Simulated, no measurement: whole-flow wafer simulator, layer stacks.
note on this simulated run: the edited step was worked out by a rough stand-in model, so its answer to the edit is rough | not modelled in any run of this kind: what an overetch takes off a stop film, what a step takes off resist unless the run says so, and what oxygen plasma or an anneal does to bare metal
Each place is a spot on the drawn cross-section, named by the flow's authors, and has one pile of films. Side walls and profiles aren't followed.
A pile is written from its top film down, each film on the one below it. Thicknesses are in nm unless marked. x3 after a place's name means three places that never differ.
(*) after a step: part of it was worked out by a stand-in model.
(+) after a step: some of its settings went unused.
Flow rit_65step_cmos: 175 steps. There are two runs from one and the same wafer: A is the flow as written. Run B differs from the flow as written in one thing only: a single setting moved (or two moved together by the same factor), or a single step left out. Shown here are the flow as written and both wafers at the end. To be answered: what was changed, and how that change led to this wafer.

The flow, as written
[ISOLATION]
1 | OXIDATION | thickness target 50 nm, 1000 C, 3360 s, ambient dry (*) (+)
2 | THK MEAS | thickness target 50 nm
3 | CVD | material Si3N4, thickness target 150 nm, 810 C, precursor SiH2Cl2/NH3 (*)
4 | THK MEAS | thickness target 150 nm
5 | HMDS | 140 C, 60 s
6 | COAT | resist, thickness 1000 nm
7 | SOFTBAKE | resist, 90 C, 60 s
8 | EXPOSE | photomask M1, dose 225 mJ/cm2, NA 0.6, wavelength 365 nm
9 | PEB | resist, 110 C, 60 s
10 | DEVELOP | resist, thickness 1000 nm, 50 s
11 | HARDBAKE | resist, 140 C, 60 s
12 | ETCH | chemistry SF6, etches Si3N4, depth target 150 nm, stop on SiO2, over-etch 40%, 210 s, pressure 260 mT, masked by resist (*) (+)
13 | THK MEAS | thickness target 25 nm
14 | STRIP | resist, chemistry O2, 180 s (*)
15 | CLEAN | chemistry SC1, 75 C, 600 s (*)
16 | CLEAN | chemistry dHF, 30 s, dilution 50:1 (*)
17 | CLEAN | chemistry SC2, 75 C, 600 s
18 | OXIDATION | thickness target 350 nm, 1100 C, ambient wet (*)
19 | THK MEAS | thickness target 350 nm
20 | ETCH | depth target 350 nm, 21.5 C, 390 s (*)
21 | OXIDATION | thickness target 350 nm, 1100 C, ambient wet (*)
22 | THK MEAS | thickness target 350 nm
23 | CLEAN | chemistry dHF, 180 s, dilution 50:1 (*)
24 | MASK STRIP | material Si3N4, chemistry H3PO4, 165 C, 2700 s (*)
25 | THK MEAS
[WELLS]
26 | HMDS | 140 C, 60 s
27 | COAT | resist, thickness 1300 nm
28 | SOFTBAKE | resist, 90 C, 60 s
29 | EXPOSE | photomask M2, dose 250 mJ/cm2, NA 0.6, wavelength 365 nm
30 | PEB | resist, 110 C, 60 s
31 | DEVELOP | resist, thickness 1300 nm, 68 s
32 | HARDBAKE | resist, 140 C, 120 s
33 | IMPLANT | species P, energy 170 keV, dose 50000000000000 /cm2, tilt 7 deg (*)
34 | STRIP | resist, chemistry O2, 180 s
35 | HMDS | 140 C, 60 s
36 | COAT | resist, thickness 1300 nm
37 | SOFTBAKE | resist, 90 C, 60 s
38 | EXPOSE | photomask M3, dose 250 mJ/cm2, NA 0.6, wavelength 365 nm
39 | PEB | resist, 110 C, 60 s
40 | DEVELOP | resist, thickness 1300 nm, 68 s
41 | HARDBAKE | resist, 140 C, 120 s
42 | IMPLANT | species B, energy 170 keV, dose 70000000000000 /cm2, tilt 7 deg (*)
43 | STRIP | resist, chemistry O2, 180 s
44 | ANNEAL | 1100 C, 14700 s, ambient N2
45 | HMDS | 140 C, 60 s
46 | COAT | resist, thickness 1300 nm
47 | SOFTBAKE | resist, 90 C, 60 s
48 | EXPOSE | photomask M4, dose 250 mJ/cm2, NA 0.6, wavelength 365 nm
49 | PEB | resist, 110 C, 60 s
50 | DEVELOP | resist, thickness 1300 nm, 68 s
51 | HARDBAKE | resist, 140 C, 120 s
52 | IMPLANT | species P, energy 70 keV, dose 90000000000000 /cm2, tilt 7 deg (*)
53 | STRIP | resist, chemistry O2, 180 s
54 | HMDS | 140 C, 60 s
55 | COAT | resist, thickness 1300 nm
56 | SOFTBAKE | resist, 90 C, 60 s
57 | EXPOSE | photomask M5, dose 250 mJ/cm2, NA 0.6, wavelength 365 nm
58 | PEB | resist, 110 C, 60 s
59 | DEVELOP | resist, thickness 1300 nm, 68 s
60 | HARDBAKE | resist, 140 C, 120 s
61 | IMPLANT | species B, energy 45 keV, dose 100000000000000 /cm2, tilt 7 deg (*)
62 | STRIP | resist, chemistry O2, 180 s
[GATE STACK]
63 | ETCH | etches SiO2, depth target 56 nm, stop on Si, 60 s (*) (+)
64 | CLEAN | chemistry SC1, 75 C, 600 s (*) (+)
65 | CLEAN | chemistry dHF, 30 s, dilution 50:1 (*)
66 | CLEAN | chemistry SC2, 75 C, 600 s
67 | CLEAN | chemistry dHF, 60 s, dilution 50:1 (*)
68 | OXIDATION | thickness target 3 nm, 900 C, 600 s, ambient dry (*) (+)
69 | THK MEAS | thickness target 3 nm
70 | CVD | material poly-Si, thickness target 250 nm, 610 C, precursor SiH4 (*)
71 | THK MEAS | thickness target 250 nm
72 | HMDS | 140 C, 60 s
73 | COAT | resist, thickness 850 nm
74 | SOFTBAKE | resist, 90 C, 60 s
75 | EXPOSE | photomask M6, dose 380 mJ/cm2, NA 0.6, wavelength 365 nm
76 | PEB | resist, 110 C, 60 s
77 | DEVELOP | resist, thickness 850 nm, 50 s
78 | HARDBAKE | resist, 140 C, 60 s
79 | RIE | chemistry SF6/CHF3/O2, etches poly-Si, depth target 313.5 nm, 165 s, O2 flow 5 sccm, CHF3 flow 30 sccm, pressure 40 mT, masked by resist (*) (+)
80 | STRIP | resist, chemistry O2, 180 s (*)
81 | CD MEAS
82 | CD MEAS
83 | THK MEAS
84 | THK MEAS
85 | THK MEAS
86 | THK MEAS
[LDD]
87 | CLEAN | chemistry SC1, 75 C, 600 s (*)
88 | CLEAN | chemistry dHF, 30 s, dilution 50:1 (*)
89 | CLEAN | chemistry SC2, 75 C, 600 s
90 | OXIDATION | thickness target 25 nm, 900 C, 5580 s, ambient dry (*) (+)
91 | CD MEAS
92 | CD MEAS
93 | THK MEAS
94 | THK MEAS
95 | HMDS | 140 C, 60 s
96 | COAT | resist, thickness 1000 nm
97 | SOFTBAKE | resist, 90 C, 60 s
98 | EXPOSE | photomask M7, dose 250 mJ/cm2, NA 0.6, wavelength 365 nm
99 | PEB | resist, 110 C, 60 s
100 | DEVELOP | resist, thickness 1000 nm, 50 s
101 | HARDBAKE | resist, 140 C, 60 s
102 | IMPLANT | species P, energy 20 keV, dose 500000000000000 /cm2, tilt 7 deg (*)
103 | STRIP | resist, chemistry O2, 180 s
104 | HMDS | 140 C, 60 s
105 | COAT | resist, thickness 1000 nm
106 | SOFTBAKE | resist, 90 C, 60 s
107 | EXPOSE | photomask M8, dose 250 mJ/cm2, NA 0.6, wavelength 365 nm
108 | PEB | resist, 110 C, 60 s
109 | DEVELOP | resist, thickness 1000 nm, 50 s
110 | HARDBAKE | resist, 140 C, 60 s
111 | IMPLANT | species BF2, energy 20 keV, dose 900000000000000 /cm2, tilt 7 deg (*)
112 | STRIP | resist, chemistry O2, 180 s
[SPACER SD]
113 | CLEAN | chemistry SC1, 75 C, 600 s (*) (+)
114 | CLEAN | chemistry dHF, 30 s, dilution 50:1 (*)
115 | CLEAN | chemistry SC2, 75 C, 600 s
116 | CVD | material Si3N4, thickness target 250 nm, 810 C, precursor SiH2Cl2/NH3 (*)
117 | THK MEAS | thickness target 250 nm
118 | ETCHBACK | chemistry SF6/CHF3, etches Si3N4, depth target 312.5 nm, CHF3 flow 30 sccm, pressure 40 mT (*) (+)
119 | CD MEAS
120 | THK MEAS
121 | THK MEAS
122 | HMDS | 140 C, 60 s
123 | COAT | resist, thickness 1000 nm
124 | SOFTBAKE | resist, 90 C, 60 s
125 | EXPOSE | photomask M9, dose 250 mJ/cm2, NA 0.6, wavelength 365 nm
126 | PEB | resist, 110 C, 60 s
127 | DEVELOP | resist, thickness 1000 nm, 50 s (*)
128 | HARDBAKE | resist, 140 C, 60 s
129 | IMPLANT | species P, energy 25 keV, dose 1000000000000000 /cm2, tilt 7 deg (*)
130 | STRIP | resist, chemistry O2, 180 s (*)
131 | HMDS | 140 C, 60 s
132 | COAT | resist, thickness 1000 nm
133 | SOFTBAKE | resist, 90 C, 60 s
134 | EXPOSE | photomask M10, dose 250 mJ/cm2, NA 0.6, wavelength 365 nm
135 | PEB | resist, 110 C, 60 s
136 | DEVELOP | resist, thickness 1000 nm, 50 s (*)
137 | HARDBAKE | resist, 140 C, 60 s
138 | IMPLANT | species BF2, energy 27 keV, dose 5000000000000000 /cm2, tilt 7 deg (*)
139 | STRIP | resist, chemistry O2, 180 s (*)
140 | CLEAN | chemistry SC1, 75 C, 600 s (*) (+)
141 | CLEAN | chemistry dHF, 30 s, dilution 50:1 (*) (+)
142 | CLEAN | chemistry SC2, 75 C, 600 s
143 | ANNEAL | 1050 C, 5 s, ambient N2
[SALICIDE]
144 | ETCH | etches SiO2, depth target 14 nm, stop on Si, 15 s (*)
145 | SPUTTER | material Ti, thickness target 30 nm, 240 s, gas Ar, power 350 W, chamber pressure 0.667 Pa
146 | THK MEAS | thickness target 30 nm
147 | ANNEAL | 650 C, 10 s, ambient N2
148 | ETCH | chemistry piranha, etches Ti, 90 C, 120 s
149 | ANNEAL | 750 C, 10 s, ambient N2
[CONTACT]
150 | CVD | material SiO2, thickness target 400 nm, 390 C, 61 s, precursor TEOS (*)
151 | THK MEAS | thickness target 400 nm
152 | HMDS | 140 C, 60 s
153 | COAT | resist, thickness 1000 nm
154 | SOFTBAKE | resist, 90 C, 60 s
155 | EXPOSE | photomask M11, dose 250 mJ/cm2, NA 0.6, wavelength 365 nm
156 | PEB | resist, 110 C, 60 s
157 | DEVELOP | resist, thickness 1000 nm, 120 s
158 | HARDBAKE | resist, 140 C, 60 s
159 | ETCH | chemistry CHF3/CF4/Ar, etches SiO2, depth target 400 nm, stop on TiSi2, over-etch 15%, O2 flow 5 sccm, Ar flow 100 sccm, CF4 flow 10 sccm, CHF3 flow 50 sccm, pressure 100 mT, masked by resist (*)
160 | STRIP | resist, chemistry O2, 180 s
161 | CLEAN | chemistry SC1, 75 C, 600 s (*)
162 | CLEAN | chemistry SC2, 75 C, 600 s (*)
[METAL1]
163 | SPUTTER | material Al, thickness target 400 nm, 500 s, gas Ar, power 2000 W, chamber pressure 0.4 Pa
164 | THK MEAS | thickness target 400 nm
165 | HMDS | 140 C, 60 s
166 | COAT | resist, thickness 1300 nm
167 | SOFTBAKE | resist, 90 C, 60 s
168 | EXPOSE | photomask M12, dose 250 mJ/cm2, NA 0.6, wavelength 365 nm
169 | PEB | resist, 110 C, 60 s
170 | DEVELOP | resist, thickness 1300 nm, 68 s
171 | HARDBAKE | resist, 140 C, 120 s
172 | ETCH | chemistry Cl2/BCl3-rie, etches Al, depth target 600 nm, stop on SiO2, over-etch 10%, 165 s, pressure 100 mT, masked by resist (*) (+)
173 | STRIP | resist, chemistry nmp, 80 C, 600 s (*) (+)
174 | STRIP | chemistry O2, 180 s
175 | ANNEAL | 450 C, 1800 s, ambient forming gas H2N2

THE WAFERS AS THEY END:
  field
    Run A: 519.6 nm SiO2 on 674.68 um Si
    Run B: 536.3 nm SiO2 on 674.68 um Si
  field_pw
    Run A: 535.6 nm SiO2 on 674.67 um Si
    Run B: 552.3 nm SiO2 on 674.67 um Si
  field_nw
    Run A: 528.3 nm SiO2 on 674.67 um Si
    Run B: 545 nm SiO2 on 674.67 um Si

What caused this: step 63, ETCH: 42 s was run, though the flow has 60 s.

The path from the change to this, step by step:
  63 | ETCH | etches SiO2, depth target 56 nm, stop on Si, 60 s (*) (+)
      active_n, active_p, gate_n and 7 more: A -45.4 SiO2 (all of it), -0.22 Si | B -39.2 SiO2
      field, field_pw, field_nw, field_p: A -56 SiO2 | B -39.2 SiO2
  64 | CLEAN | chemistry SC1, 75 C, 600 s (*) (+)
      active_n, active_p, gate_n and 7 more: A +0.6 chemical SiO2 (new film), -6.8 Si | B -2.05 SiO2
  65 | CLEAN | chemistry dHF, 30 s, dilution 50:1 (*)
      active_n, gate_n, spacer, sd_n, contact, m1: A -0.6 chemical SiO2 (all of it) | B -3.27 SiO2
      gate_p, spacer_p, sd_p: A -0.6 chemical SiO2 (all of it) | B -4.18 SiO2 (all of it)
      (as well as at 1 more place)
  67 | CLEAN | chemistry dHF, 60 s, dilution 50:1 (*)
      gate_n, spacer, sd_n, contact, m1: A -0.4 chemical SiO2 (all of it) | B -0.91 SiO2 (all of it)
      active_n: A -0.4 chemical SiO2 (all of it) | B -0.88 SiO2 (all of it)
